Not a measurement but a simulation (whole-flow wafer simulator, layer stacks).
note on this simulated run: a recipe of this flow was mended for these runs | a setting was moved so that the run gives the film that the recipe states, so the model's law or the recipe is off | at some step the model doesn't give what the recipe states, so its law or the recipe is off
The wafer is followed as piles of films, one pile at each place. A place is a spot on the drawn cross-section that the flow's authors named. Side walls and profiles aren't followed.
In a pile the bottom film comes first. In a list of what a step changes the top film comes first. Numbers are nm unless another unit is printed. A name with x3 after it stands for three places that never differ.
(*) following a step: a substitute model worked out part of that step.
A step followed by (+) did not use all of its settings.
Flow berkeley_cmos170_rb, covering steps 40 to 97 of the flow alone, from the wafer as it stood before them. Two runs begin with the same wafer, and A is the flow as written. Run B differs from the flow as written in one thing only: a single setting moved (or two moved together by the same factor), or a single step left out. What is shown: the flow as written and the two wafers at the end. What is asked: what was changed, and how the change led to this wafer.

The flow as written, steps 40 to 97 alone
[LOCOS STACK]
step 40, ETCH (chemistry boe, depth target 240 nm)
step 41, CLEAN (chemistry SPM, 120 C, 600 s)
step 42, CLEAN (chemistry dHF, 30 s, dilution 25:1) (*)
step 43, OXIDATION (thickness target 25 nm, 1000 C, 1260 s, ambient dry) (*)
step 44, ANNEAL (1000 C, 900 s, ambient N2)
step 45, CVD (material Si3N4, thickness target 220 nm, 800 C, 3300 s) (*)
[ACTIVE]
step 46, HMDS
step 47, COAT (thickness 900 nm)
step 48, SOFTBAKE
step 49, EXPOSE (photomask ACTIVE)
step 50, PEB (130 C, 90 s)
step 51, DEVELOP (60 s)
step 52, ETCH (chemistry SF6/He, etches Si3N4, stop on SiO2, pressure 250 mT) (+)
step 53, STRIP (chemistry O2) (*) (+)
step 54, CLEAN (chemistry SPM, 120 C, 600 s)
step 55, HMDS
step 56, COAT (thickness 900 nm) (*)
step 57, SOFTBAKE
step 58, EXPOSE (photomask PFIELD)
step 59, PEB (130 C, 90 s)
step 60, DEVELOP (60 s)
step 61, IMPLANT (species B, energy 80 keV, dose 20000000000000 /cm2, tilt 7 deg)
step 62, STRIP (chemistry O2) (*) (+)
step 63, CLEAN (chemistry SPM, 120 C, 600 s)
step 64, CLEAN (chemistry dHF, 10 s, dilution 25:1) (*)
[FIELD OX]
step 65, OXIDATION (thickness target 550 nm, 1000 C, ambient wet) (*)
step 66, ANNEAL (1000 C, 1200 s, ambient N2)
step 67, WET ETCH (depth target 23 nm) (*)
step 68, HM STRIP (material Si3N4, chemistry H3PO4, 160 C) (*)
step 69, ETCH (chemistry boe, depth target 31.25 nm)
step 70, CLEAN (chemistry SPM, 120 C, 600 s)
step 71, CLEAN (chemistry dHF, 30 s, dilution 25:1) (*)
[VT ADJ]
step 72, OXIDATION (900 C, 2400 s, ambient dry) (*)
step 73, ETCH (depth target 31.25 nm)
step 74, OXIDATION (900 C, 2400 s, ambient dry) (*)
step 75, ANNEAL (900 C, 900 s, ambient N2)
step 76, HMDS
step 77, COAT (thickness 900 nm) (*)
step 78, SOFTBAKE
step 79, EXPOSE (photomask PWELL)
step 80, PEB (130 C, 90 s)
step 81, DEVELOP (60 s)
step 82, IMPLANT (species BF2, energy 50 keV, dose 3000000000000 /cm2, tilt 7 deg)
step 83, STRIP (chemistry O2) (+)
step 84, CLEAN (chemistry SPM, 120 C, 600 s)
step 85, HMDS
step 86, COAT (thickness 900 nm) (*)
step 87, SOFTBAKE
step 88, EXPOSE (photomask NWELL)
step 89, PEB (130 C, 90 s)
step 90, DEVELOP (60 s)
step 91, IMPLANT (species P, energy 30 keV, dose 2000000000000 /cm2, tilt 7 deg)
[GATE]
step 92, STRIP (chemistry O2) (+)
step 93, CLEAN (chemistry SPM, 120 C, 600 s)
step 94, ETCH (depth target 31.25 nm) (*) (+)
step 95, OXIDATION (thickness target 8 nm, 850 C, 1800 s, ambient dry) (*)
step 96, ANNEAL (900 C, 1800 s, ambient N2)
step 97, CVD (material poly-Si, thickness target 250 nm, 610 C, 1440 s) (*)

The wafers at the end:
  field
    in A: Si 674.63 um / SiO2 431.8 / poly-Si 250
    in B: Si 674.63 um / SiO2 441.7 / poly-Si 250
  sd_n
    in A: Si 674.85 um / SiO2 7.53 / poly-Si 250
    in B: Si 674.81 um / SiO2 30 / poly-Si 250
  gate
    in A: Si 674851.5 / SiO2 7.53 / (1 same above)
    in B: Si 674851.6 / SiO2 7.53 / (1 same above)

What caused this: step 45, CVD: 320 C was run, whereas the flow has 800 C.

Step by step, how the change led to this:
  step 45, CVD (material Si3N4, thickness target 220 nm, 800 C, 3300 s) (*)
      field, sd_n, spacer_n and 6 more: A +220 Si3N4 (new film) | B nothing
  step 52, ETCH (chemistry SF6/He, etches Si3N4, stop on SiO2, pressure 250 mT) (+)
      field: A -220 Si3N4 (all of it), -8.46 SiO2 | B -8.46 SiO2
      sd_n, spacer_n, gate, sd_p, spacer_p, gate_p, contact, m1: A -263 KrF-resist | B -23.9 KrF-resist
  step 53, STRIP (chemistry O2) (*) (+)
      sd_n, spacer_n, gate, sd_p, spacer_p, gate_p, contact, m1: A -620 KrF-resist (all of it) | B -859.1 KrF-resist (all of it)
  step 56, COAT (thickness 900 nm) (*)
      field: A +962.5 KrF-resist (new film) | B +902.3 KrF-resist (new film)
      sd_n: A +782.7 KrF-resist (new film) | B +895.6 KrF-resist (new film)
      (also at 7 further places)
  step 60, DEVELOP (60 s)
      field: A -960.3 KrF-resist (all of it) | B -900.3 KrF-resist (all of it)
  step 62, STRIP (chemistry O2) (*) (+)
      sd_n: A -766.1 KrF-resist (all of it) | B -878.7 KrF-resist (all of it)
      spacer_n: A -799.5 KrF-resist (all of it) | B -879.8 KrF-resist (all of it)
      (also at 6 further places)
  step 64, CLEAN (chemistry dHF, 10 s, dilution 25:1) (*)
      sd_n, spacer_n, gate, sd_p, spacer_p, gate_p, contact, m1: A -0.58 Si3N4 | B nothing
  step 65, OXIDATION (thickness target 550 nm, 1000 C, ambient wet) (*)
      spacer_n, spacer_p, gate_p, contact, m1: A +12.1 SiO2 (new film), -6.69 Si3N4 | B nothing
      sd_n: A +12.1 SiO2 (new film), -6.69 Si3N4, +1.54 SiO2, -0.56 Si | B +111.9 SiO2, -49.2 Si
      (also at 2 further places)
  step 67, WET ETCH (depth target 23 nm) (*)
      sd_n, spacer_n, gate, sd_p, spacer_p, gate_p, contact, m1: A -12.1 SiO2 (all of it), -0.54 Si3N4 | B -23 SiO2
  step 68, HM STRIP (material Si3N4, chemistry H3PO4, 160 C) (*)
      sd_n, spacer_n, gate, sd_p, spacer_p, gate_p, contact, m1: A -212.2 Si3N4 (all of it), -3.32 SiO2 | B nothing
      field: A -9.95 SiO2 | B nothing
  step 69, ETCH (chemistry boe, depth target 31.25 nm)
      sd_n: A -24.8 SiO2 (all of it) | B -31.2 SiO2
      spacer_n, spacer_p, gate_p, contact, m1: A -23.2 SiO2 (all of it) | B -3.56 SiO2 (all of it)
      (also at 2 further places)
  step 70, CLEAN (chemistry SPM, 120 C, 600 s)
      sd_n: A +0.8 chemical SiO2 (new film), -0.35 Si | B nothing
  step 71, CLEAN (chemistry dHF, 30 s, dilution 25:1) (*)
      sd_n: A -0.8 chemical SiO2 (all of it) | B -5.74 SiO2
  step 72, OXIDATION (900 C, 2400 s, ambient dry) (*)
      sd_n: A +15 SiO2 (new film), -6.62 Si | B +4.86 SiO2, -2.14 Si
  step 73, ETCH (depth target 31.25 nm)
      sd_n: A -15 SiO2 (all of it) | B -31.2 SiO2
  step 74, OXIDATION (900 C, 2400 s, ambient dry) (*)
      sd_n: A +15 SiO2 (new film), -6.62 Si | B +5.58 SiO2, -2.45 Si
  ... and 1 more step ...
  step 95, OXIDATION (thickness target 8 nm, 850 C, 1800 s, ambient dry) (*)
      sd_n: A +7.53 SiO2 (new film), -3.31 Si | B +3.68 SiO2, -1.62 Si
